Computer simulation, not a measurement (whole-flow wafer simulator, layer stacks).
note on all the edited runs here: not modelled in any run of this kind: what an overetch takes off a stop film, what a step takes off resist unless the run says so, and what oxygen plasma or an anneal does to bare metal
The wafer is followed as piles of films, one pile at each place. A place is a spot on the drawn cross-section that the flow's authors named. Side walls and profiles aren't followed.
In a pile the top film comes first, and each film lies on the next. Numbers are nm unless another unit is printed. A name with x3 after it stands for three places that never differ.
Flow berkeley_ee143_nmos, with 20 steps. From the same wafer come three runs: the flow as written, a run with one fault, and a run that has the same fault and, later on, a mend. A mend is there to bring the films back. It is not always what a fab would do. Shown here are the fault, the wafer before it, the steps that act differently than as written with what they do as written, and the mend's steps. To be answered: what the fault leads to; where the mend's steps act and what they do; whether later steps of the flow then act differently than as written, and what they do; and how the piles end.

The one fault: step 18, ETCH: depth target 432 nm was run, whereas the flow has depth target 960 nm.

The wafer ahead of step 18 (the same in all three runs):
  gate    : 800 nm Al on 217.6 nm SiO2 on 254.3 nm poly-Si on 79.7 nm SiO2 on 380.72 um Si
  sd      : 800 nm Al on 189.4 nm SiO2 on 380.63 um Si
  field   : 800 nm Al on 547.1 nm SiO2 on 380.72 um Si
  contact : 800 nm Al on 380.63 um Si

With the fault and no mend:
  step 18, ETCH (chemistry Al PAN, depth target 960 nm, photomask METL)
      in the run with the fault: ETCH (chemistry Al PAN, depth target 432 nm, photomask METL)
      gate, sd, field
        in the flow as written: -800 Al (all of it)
        in the run with the fault: -432 Al
  None of the later steps of the flow acts differently than as written at any place that is followed.
  The piles end different from the flow's at gate, sd, field by more than 2% or 0.5 nm, whichever is larger.
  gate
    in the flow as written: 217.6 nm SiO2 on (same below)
    in the run with the fault: 368 nm Al on 217.6 nm SiO2 on (same below)
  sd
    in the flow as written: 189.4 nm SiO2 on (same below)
    in the run with the fault: 368 nm Al on 189.4 nm SiO2 on (same below)
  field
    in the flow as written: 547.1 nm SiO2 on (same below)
    in the run with the fault: 368 nm Al on 547.1 nm SiO2 on (same below)

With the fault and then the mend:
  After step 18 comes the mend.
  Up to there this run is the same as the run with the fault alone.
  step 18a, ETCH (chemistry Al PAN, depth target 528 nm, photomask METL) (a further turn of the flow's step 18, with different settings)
      gate, sd, field
        -368 Al (all of it)
  None of the later steps of the flow acts differently than as written at any place that is followed.
  The piles end the same as the flow's at every place that both follow.
